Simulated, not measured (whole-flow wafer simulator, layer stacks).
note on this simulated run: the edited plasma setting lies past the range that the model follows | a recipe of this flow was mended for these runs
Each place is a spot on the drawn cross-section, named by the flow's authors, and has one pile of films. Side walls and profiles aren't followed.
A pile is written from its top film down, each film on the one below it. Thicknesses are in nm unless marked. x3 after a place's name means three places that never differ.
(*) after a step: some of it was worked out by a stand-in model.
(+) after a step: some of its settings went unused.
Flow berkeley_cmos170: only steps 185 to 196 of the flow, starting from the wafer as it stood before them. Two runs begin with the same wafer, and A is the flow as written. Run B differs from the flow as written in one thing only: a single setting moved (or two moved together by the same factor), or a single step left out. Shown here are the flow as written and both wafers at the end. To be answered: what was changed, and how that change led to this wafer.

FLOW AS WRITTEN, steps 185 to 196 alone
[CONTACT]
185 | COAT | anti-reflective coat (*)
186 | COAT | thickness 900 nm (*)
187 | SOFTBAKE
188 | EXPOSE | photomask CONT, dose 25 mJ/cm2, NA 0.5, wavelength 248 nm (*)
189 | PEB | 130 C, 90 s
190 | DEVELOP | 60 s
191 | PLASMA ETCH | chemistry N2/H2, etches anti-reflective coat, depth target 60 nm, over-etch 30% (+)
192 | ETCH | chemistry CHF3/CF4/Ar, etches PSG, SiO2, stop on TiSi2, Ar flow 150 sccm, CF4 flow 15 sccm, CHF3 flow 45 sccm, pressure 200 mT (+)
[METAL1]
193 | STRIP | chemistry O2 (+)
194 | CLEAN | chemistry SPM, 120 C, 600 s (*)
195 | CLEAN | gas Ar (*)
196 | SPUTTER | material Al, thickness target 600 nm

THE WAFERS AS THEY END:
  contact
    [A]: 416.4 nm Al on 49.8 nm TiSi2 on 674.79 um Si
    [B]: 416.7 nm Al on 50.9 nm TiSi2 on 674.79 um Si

The reason: step 192, ETCH: Ar flow 82 sccm was run, whereas the flow has Ar flow 150 sccm.

Step by step, how the change led to this:
  192 | ETCH | chemistry CHF3/CF4/Ar, etches PSG, SiO2, stop on TiSi2, Ar flow 150 sccm, CF4 flow 15 sccm, CHF3 flow 45 sccm, pressure 200 mT (+)
      field, mark, sd_n and 9 more: A KrF-resist loses 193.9 | B KrF-resist loses 152.3
      contact: A PSG loses 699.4 (all of it), TiSi2 loses 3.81 | B PSG loses 699.4 (all of it), TiSi2 loses 2.68
  193 | STRIP | chemistry O2 (+)
      field: A KrF-resist loses 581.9 (all of it), anti-reflective coat loses 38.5 (all of it) | B KrF-resist loses 623.5 (all of it), anti-reflective coat loses 38.5 (all of it)
      mark: A KrF-resist loses 594.8 (all of it), anti-reflective coat loses 60 (all of it) | B KrF-resist loses 636.5 (all of it), anti-reflective coat loses 60 (all of it)
      (and at 10 other places as well)
